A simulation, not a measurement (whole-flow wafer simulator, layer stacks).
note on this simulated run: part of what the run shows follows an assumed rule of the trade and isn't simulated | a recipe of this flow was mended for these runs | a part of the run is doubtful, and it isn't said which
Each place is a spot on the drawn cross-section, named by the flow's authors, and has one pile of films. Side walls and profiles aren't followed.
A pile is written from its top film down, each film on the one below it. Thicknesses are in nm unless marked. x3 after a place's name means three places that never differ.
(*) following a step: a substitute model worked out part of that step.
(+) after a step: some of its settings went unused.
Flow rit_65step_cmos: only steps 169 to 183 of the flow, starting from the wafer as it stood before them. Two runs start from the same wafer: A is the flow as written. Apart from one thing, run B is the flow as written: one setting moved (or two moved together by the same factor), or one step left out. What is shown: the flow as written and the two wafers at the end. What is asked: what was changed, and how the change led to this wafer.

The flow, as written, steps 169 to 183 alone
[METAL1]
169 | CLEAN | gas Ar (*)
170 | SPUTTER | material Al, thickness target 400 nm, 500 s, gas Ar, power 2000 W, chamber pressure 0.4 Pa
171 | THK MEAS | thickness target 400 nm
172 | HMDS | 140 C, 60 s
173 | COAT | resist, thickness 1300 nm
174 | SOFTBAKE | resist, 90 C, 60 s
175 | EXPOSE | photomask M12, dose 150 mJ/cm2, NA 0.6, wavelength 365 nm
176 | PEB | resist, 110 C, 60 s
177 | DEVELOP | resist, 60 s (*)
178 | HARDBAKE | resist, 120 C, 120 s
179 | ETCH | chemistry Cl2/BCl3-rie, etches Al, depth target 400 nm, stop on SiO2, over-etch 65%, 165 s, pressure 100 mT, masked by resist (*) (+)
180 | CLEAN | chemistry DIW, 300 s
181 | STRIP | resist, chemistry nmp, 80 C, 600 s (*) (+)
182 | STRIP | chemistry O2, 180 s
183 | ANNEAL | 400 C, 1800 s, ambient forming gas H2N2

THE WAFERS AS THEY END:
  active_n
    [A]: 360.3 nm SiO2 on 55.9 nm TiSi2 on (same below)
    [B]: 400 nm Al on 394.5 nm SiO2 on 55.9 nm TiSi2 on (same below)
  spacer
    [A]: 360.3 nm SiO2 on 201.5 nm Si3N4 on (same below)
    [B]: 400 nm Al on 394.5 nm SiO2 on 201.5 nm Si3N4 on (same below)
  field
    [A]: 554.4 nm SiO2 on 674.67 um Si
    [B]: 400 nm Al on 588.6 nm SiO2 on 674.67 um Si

What caused this: step 175, EXPOSE: photomask M11 was run, while the flow as written has photomask M12.

Step by step, how the change led to this:
  177 | DEVELOP | resist, 60 s (*)
      active_n, active_p: A -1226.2 resist (all of it), -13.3 Al | B -0.01 resist
      field: A -1291.6 resist (all of it), -13.3 Al | B nothing
      (and at 10 other places as well)
  178 | HARDBAKE | resist, 120 C, 120 s
      active_n, active_p: A nothing | B -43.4 resist
      sd_n, sd_p: A nothing | B -43.5 resist
      (and at 9 other places as well)
  179 | ETCH | chemistry Cl2/BCl3-rie, etches Al, depth target 400 nm, stop on SiO2, over-etch 65%, 165 s, pressure 100 mT, masked by resist (*) (+)
      field, field_pw, field_nw and 9 more: A -386.7 Al (all of it), -34.2 SiO2 | B -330 resist
      contact: A -330 resist | B -242 Al (all of it), -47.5 TiSi2 (all of it), -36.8 Si
  181 | STRIP | resist, chemistry nmp, 80 C, 600 s (*) (+)
      active_n, active_p: A nothing | B -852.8 resist (all of it)
      field: A nothing | B -915.9 resist (all of it)
      (and at 10 other places as well)
  182 | STRIP | chemistry O2, 180 s
      contact: A nothing | B +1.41 chemical SiO2 (new film), -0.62 Si
With metal films that touch counted as one body, active_n has 1 body; the flow as written gives 0 bodies.
With metal films that touch counted as one body, spacer has 1 body; the flow as written gives 0 bodies.
With metal films that touch counted as one body, field has 1 body; the flow as written gives 0 bodies.
